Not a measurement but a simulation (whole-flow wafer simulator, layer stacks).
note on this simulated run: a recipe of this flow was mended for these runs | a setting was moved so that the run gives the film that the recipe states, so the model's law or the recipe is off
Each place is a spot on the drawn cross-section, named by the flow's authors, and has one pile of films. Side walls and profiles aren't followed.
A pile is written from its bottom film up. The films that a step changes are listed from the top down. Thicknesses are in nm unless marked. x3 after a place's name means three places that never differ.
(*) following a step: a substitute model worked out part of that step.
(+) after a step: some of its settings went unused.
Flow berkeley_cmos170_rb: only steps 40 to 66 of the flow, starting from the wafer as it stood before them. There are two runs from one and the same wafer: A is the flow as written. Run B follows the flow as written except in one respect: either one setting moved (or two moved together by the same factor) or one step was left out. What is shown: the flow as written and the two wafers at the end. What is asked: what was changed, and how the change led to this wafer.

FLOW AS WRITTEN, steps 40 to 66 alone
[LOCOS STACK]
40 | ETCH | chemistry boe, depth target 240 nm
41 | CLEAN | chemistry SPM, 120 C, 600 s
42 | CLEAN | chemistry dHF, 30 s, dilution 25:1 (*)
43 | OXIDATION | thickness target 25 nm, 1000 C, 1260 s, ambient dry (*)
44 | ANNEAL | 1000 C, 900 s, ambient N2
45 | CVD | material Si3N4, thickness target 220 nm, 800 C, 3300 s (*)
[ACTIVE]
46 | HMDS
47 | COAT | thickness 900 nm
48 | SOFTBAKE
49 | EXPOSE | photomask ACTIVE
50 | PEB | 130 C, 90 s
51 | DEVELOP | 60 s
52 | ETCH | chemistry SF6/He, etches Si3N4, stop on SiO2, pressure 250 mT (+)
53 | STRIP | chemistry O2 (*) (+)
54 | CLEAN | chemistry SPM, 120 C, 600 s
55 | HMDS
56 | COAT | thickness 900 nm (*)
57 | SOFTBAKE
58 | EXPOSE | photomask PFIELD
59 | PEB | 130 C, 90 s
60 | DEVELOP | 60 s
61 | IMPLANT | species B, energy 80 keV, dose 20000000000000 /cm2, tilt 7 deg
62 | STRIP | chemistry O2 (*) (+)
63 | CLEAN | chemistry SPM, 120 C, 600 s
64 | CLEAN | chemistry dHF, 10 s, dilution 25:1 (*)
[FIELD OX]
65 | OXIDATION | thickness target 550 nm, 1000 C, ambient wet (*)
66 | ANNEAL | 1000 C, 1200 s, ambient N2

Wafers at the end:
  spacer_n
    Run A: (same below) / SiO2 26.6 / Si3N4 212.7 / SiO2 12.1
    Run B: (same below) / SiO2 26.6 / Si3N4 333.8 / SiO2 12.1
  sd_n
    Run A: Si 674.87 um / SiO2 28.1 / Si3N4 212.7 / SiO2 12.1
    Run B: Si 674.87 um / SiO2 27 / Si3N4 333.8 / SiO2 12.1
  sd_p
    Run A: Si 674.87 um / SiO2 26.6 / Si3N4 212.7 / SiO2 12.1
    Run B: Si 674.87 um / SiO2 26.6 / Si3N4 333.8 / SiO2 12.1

The reason: step 45, CVD: thickness target 341 nm was run, while the flow as written has thickness target 220 nm; step 45, CVD: 5115 s was run, where the flow has 3300 s.

Step by step, how the change led to this:
  45 | CVD | material Si3N4, thickness target 220 nm, 800 C, 3300 s (*)
      field, sd_n, spacer_n and 6 more: A +220 Si3N4 (new film) | B +341 Si3N4 (new film)
  52 | ETCH | chemistry SF6/He, etches Si3N4, stop on SiO2, pressure 250 mT (+)
      sd_n, spacer_n, gate, sd_p, spacer_p, gate_p, contact, m1: A -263 KrF-resist | B -394.6 KrF-resist
      field: A -220 Si3N4 (all of it), -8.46 SiO2 | B -341 Si3N4 (all of it), -8.46 SiO2
  53 | STRIP | chemistry O2 (*) (+)
      sd_n, spacer_n, gate, sd_p, spacer_p, gate_p, contact, m1: A -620 KrF-resist (all of it) | B -488.5 KrF-resist (all of it)
  56 | COAT | thickness 900 nm (*)
      field: A +962.5 KrF-resist (new film) | B +997 KrF-resist (new film)
      sd_n: A +782.7 KrF-resist (new film) | B +721.8 KrF-resist (new film)
      (and at 7 other places as well)
  60 | DEVELOP | 60 s
      field: A -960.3 KrF-resist (all of it) | B -994.7 KrF-resist (all of it)
  62 | STRIP | chemistry O2 (*) (+)
      sd_n: A -766.1 KrF-resist (all of it) | B -705.3 KrF-resist (all of it)
      spacer_n: A -799.5 KrF-resist (all of it) | B -758.4 KrF-resist (all of it)
      (and at 6 other places as well)
  65 | OXIDATION | thickness target 550 nm, 1000 C, ambient wet (*)
      gate: A +12.1 SiO2 (new film), -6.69 Si3N4, +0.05 SiO2, -0.05 Si | B +12.1 SiO2 (new film), -6.69 Si3N4
      sd_p: A +12.1 SiO2 (new film), -6.69 Si3N4, +0.06 SiO2, -0.06 Si | B +12.1 SiO2 (new film), -6.69 Si3N4
      (and at 1 other place as well)
